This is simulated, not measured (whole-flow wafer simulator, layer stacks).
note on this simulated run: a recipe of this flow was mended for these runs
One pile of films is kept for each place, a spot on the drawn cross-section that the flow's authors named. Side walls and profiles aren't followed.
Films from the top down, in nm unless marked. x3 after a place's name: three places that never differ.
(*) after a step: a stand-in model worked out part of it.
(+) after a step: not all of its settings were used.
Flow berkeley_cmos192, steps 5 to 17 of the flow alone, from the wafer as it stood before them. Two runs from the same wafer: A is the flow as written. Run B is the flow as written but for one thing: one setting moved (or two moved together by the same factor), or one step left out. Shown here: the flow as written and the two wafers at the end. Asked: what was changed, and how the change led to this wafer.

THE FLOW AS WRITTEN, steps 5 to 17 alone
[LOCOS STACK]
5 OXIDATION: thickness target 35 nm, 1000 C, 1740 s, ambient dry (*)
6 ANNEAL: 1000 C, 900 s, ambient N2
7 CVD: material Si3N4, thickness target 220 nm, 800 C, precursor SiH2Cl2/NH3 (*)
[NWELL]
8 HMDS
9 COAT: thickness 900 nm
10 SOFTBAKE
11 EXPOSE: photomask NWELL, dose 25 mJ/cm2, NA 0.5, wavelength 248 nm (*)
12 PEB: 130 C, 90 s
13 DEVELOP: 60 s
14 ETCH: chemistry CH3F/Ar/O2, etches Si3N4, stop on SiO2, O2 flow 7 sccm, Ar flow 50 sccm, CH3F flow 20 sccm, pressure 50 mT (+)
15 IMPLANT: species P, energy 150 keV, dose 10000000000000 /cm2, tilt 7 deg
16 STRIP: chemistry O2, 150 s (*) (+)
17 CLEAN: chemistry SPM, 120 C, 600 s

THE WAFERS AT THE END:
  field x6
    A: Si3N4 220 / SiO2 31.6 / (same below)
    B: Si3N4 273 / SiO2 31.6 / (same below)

The cause: step 7, CVD: thickness target 273 nm was run, where the flow has thickness target 220 nm.
It can be read off the wafer: field x6 has Si3N4 273, and step 7 as written asks for 220 nm.

How the change led to this, step by step:
  7 CVD: material Si3N4, thickness target 220 nm, 800 C, precursor SiH2Cl2/NH3 (*)
      field x6, sd_p x3: A Si3N4 +220 (new film) | B Si3N4 +273 (new film)
  14 ETCH: chemistry CH3F/Ar/O2, etches Si3N4, stop on SiO2, O2 flow 7 sccm, Ar flow 50 sccm, CH3F flow 20 sccm, pressure 50 mT (+)
      field x6: A KrF-resist -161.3 | B KrF-resist -196.7
      sd_p x3: A Si3N4 -220 (all of it), SiO2 -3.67 | B Si3N4 -273 (all of it), SiO2 -3.67
  16 STRIP: chemistry O2, 150 s (*) (+)
      field x6: A KrF-resist -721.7 (all of it) | B KrF-resist -686.4 (all of it)
